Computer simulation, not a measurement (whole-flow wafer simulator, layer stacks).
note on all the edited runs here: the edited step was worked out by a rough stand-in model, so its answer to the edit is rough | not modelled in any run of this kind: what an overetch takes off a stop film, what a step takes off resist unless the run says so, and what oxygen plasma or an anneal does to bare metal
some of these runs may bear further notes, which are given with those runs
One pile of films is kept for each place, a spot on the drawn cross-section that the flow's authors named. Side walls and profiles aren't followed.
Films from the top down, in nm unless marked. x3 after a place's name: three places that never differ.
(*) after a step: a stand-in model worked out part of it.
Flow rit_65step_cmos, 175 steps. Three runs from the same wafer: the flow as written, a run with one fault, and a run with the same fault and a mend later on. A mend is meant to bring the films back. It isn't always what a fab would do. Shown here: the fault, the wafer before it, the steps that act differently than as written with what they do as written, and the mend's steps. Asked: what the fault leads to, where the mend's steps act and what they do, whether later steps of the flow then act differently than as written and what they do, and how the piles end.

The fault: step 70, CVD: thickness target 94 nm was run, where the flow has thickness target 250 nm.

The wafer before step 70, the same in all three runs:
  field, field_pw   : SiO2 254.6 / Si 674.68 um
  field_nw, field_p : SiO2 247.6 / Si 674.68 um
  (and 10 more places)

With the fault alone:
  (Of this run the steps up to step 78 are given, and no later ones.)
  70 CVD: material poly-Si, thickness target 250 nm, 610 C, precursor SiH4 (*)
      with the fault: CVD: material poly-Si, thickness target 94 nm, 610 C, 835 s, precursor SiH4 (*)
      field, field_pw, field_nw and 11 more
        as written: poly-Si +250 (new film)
        with the fault: poly-Si +94 (new film)
  No later step of the flow up to step 78 acts differently than as written, at any place that is followed, by more than 2% or 0.5 nm, whichever is larger.
  After step 78 the piles differ from the flow's by more than 2% or 0.5 nm, whichever is larger, at field, field_pw, field_nw and 11 more.
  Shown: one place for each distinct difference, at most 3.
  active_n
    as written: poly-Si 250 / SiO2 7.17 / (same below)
    with the fault: poly-Si 94 / SiO2 7.17 / (same below)
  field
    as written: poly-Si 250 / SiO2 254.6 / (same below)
    with the fault: poly-Si 94 / SiO2 254.6 / (same below)
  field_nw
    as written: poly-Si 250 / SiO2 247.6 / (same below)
    with the fault: poly-Si 94 / SiO2 247.6 / (same below)

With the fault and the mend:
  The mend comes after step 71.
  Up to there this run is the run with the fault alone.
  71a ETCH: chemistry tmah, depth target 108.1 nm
      field, field_pw, field_nw and 11 more
        poly-Si -94 (all of it)
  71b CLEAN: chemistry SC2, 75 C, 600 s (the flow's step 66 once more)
      changes no film at any place that is followed
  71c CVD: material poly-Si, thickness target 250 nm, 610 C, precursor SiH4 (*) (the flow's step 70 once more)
      field, field_pw, field_nw and 11 more
        poly-Si +250 (new film)
  No later step of the flow acts differently than as written at any place that is followed.
  At the end the piles are the same as the flow's at every place that both follow.
